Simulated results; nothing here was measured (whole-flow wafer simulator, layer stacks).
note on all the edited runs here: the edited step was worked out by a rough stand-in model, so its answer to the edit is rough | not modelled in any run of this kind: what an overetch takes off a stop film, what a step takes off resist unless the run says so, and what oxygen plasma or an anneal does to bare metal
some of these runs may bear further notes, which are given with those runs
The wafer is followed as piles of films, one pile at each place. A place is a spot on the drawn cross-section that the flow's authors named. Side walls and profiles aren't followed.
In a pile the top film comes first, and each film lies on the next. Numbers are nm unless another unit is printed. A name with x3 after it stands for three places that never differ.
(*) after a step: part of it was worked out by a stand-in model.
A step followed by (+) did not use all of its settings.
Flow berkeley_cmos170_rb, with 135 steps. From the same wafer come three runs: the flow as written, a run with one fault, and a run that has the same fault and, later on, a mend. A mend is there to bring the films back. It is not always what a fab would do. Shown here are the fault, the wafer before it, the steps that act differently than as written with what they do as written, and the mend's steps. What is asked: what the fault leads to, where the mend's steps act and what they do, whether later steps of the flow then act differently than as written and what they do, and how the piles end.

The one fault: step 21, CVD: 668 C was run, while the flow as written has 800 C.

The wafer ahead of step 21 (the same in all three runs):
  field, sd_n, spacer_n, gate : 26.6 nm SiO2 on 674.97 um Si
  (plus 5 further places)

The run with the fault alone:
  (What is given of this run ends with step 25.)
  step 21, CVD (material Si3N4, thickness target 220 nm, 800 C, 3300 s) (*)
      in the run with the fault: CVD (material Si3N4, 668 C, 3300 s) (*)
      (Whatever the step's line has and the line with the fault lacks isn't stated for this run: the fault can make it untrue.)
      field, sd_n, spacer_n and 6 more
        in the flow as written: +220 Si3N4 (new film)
        in the run with the fault: +17.3 Si3N4 (new film)
  None of the later steps of the flow up to step 25 acts differently than as written at any place that is followed.
  Once step 25 is done, the piles at field, sd_n, spacer_n and 6 more depart from the flow's by more than 2% or 0.5 nm, whichever is larger.
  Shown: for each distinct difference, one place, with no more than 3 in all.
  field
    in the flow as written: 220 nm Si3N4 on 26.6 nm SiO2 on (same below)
    in the run with the fault: 17.3 nm Si3N4 on 26.6 nm SiO2 on (same below)
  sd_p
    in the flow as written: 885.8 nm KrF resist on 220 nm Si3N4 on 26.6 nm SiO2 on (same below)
    in the run with the fault: 885.8 nm KrF resist on 17.3 nm Si3N4 on 26.6 nm SiO2 on (same below)

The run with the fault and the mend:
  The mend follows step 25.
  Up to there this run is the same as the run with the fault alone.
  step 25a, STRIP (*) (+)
      sd_p, spacer_p, gate_p, m1
        -885.8 KrF resist (all of it)
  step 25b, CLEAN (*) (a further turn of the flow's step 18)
      leaves every film unchanged at each place that is followed
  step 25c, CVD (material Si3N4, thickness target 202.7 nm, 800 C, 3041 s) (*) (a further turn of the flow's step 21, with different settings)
      field, sd_n, spacer_n and 6 more
        +202.7 Si3N4
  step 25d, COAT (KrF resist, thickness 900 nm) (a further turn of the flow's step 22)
      field, sd_n, spacer_n and 6 more
        +900 KrF resist (new film)
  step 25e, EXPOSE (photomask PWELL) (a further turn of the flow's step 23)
      leaves every film unchanged at each place that is followed
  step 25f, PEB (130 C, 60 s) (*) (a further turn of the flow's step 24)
      leaves every film unchanged at each place that is followed
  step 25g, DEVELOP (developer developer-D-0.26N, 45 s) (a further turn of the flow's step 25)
      field, sd_n, spacer_n, gate, contact
        -900 KrF resist (all of it)
      sd_p, spacer_p, gate_p, m1
        -14.2 KrF resist
  None of the later steps of the flow differs from how it acts as written, at any place that is followed, by more than 2% or 0.5 nm, whichever is larger.
  By the end, the piles equal the flow's at every place that both follow.
